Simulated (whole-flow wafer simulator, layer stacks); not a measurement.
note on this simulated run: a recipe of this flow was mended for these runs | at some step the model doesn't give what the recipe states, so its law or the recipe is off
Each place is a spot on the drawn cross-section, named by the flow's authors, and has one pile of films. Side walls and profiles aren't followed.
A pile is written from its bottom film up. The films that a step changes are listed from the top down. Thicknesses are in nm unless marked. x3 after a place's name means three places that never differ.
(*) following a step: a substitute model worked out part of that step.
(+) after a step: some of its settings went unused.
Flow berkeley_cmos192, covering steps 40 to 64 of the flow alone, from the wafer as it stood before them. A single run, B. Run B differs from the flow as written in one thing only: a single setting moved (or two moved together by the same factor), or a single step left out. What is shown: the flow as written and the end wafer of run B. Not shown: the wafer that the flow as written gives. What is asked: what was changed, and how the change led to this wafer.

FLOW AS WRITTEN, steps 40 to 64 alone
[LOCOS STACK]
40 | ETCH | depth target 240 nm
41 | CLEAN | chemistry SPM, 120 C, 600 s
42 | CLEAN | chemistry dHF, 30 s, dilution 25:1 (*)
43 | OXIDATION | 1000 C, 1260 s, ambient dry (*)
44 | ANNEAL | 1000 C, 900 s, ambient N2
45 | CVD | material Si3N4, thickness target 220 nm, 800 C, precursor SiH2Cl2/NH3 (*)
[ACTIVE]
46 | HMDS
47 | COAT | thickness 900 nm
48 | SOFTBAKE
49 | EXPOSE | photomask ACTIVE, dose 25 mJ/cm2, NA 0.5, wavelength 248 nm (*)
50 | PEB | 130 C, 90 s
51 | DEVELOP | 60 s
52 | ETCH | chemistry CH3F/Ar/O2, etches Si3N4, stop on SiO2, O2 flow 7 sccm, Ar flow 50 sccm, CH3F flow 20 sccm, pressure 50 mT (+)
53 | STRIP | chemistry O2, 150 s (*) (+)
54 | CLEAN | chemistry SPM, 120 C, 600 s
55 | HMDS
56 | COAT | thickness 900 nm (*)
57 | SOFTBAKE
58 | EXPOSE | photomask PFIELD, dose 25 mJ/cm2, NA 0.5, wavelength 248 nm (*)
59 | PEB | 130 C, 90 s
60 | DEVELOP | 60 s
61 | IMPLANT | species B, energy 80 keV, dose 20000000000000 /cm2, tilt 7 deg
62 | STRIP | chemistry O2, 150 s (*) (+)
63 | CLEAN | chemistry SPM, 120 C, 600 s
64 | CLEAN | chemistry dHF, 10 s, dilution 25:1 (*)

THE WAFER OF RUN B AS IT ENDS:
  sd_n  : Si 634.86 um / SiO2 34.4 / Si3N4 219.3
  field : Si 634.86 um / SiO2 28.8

Cause: step 43, OXIDATION: 2016 s was run, though the flow has 1260 s.

The path from the change to this, step by step:
  43 | OXIDATION | 1000 C, 1260 s, ambient dry (*)
      field, sd_n, spacer_n and 6 more: +34.4 SiO2 (new film), -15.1 Si (it would be, as written: +26.6 SiO2 (new film), -11.7 Si)
